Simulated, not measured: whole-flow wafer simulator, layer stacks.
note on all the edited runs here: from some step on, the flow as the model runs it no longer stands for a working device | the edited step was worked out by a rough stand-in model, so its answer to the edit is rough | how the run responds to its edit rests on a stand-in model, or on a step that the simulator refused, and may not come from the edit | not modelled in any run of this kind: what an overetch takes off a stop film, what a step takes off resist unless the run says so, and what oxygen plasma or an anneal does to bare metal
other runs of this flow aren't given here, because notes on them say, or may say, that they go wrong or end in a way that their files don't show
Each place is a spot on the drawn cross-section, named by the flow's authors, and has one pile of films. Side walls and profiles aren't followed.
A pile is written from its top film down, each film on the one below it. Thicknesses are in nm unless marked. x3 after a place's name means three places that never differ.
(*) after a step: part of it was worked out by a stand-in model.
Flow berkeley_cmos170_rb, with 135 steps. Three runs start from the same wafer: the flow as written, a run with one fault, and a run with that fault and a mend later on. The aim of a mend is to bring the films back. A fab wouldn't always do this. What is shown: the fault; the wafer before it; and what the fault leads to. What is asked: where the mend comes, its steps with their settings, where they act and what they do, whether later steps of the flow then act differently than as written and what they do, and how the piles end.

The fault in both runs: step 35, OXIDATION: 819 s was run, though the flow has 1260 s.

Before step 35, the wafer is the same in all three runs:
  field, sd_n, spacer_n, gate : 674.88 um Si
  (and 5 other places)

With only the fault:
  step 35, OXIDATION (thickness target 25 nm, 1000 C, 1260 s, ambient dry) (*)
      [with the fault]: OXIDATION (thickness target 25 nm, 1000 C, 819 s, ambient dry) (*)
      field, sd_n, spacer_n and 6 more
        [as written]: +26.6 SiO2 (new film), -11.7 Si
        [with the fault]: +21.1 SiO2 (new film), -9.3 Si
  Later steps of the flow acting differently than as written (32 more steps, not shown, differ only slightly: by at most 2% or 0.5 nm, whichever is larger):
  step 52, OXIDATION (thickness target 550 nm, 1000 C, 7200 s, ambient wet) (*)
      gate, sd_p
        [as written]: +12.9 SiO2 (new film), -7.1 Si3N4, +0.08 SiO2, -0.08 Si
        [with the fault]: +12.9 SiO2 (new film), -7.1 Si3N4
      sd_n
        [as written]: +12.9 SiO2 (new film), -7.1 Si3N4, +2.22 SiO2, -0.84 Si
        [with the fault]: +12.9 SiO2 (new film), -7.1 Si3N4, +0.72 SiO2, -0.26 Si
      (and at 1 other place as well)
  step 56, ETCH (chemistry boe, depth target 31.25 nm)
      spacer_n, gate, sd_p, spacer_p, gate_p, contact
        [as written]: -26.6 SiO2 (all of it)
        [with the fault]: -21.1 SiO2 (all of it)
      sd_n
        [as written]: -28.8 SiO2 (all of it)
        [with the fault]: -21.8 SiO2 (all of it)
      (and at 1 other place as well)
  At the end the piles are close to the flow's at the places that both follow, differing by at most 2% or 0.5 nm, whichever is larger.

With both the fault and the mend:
  After step 35 comes the mend.
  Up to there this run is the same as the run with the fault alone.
  step 35a, OXIDATION (thickness target 25 nm, 1000 C, 441 s, ambient dry) (*) (a further turn of the flow's step 35, with different settings)
      field, sd_n, spacer_n and 6 more
        +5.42 SiO2, -2.39 Si
  Later steps of the flow that are run all act as written at every place that is followed.
  The piles end the same as the flow's at every place that both follow.
